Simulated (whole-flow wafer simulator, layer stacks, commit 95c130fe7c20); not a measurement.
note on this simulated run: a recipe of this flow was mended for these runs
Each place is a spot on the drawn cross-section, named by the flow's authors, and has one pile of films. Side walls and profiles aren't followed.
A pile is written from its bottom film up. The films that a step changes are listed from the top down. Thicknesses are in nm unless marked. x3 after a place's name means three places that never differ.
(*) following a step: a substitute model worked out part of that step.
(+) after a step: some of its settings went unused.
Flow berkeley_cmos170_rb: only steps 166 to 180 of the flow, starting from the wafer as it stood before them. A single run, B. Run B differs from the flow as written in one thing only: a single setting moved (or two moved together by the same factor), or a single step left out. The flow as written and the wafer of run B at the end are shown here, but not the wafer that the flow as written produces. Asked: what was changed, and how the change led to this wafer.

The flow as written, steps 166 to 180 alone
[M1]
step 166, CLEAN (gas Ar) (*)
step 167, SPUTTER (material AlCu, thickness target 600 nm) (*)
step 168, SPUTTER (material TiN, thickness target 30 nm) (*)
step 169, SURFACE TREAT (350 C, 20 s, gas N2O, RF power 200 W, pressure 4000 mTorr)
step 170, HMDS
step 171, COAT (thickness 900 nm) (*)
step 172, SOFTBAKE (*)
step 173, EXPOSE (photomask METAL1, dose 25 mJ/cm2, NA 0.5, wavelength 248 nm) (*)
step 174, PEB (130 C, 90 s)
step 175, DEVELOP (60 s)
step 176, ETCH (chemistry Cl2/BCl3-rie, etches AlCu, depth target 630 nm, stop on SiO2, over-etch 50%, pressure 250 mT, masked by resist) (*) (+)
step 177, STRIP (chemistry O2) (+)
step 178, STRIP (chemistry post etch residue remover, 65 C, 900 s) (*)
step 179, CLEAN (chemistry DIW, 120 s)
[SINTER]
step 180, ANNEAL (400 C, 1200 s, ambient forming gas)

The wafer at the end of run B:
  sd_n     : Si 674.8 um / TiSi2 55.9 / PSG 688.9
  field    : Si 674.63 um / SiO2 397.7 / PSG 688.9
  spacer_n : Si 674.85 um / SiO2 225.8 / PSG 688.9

What caused this: step 167, SPUTTER: thickness target 870 nm was run, whereas the flow has thickness target 600 nm.

Step by step, how the change led to this:
  step 167, SPUTTER (material AlCu, thickness target 600 nm) (*)
      field, sd_n, spacer_n, gate, spacer_p, gate_p, m1: +870 AlCu (new film) (in the flow as written it would be: +600 AlCu (new film))
      sd_p: +811.3 AlCu (new film) (in the flow as written it would be: +549.6 AlCu (new film))
      (and at 1 other place as well)
  step 168, SPUTTER (material TiN, thickness target 30 nm) (*)
      contact: +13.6 TiN (new film) (in the flow as written it would be: +16.3 TiN (new film))
  step 171, COAT (thickness 900 nm) (*)
      contact: +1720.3 KrF-resist (new film) (in the flow as written it would be: +1612.7 KrF-resist (new film))
  step 176, ETCH (chemistry Cl2/BCl3-rie, etches AlCu, depth target 630 nm, stop on SiO2, over-etch 50%, pressure 250 mT, masked by resist) (*) (+)
      field, sd_n, spacer_n, gate, spacer_p, gate_p: -30 TiN (all of it), -870 AlCu (all of it), -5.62 PSG (in the flow as written it would be: -30 TiN (all of it), -600 AlCu (all of it), -39.4 PSG)
      sd_p: -25.7 TiN (all of it), -811.3 AlCu (all of it), -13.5 PSG (in the flow as written it would be: -25.8 TiN (all of it), -549.6 AlCu (all of it), -46.2 PSG)
  step 177, STRIP (chemistry O2) (+)
      contact: -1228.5 KrF-resist (all of it) (in the flow as written it would be: -1121.3 KrF-resist (all of it))
